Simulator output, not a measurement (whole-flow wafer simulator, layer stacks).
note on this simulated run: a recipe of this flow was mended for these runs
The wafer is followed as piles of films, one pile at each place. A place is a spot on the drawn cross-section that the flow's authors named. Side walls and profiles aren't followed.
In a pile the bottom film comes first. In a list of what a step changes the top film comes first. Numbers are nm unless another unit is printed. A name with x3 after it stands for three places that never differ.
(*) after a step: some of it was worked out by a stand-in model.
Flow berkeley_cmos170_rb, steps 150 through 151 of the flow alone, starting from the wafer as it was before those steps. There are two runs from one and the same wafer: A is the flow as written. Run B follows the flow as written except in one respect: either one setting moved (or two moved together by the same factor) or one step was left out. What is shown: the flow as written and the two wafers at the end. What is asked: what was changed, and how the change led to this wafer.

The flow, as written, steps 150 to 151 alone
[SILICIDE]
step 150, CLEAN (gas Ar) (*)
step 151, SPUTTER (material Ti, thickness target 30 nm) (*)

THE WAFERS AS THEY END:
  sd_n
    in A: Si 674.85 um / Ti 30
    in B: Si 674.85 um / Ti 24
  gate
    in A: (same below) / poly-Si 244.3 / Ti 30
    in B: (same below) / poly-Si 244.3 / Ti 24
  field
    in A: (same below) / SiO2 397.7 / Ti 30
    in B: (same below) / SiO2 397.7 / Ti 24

The reason: step 151, SPUTTER: thickness target 24 nm was run, whereas the flow has thickness target 30 nm.
The wafer itself shows it: sd_n has Ti 24, and step 151 as written asks for 30 nm.

The path from the change to this, step by step:
  step 151, SPUTTER (material Ti, thickness target 30 nm) (*)
      field, sd_n, spacer_n, gate, spacer_p, gate_p, contact, m1: A Ti gains 30 (new film) | B Ti gains 24 (new film)
      sd_p: A Ti gains 27.9 (new film) | B Ti gains 22.3 (new film)
